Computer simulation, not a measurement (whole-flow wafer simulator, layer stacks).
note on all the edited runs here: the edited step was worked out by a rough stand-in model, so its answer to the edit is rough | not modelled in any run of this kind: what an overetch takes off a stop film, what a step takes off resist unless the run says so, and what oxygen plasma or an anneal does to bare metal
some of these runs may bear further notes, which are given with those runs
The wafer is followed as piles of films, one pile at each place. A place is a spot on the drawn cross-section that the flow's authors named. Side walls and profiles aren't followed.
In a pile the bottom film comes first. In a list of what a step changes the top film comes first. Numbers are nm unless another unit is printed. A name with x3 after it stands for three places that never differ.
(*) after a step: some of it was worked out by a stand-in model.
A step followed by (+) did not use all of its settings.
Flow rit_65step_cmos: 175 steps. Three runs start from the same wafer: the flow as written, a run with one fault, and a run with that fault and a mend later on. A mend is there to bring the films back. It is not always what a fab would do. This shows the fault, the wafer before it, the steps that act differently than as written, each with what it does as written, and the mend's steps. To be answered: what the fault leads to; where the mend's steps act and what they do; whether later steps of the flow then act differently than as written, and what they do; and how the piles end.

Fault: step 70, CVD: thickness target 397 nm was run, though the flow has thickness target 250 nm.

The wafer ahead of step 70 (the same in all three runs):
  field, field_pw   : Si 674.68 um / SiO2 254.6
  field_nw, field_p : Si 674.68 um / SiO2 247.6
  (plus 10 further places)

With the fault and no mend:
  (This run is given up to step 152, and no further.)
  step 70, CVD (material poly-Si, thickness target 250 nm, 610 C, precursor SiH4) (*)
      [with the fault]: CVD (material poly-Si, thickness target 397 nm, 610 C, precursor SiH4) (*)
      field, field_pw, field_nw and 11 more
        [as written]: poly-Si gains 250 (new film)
        [with the fault]: poly-Si gains 397 (new film)
  Steps further on in the flow that do not act as written (4 more steps, not shown, differ only slightly: by at most 2% or 0.5 nm, whichever is larger):
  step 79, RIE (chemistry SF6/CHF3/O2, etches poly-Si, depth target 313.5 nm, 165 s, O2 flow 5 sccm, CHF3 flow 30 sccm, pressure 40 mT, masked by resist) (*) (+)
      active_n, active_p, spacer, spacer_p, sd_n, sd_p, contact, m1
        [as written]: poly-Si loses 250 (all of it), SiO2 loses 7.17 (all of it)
        [with the fault]: poly-Si loses 313.5
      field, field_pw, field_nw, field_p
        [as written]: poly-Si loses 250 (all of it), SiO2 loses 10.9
        [with the fault]: poly-Si loses 313.5
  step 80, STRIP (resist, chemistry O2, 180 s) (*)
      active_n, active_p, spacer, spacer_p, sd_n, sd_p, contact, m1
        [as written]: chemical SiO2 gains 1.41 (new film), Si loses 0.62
        [with the fault]: chemical SiO2 gains 1.41 (new film), poly-Si loses 0.62
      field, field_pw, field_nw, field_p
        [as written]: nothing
        [with the fault]: chemical SiO2 gains 1.41 (new film), poly-Si loses 0.62
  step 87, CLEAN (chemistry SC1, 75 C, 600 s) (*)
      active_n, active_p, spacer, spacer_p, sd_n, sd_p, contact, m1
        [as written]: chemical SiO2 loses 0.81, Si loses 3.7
        [with the fault]: chemical SiO2 loses 0.81, poly-Si loses 3.7
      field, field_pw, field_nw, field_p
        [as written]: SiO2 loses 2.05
        [with the fault]: chemical SiO2 loses 0.81, poly-Si loses 3.7
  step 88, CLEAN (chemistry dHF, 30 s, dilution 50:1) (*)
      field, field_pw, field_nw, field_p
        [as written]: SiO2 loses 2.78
        [with the fault]: chemical SiO2 loses 0.6 (all of it)
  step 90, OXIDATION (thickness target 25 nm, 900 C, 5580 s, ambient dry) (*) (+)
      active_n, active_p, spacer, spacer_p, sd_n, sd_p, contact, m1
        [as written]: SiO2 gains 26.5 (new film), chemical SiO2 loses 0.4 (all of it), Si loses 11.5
        [with the fault]: SiO2 gains 28.9 (new film), chemical SiO2 loses 0.4 (all of it), poly-Si loses 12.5
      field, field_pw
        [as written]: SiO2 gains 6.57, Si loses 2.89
        [with the fault]: SiO2 gains 28.9 (new film), chemical SiO2 loses 0.4 (all of it), poly-Si loses 12.5
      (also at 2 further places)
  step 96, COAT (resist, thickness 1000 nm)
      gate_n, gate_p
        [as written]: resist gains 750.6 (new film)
        [with the fault]: resist gains 700.9 (new film)
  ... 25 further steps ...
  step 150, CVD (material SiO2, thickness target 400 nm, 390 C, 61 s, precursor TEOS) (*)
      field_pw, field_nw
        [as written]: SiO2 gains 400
        [with the fault]: SiO2 gains 400 (new film)
  Once step 152 is done, the piles at field, field_pw, field_nw, field_p, gate_n, gate_p, spacer, spacer_p depart from the flow's by more than 2% or 0.5 nm, whichever is larger.
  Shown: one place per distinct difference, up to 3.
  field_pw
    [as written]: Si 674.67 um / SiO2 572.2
    [with the fault]: Si 674.68 um / SiO2 254.6 / TiSi2 C49 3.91 / TiSi first 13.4 / SiO2 400
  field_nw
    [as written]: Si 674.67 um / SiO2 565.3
    [with the fault]: Si 674.68 um / SiO2 247.6 / TiSi2 C49 3.91 / TiSi first 13.4 / SiO2 400
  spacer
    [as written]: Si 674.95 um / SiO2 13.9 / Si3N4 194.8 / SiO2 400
    [with the fault]: Si 674.97 um / SiO2 7.17 / poly-Si 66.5 / SiO2 16.3 / Si3N4 249.8 / SiO2 400

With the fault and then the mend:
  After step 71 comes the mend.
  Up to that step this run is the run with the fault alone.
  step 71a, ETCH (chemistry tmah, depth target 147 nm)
      field, field_pw, field_nw and 11 more
        poly-Si loses 147
  None of the later steps of the flow acts differently than as written at any place that is followed.
  By the end, the piles equal the flow's at every place that both follow.
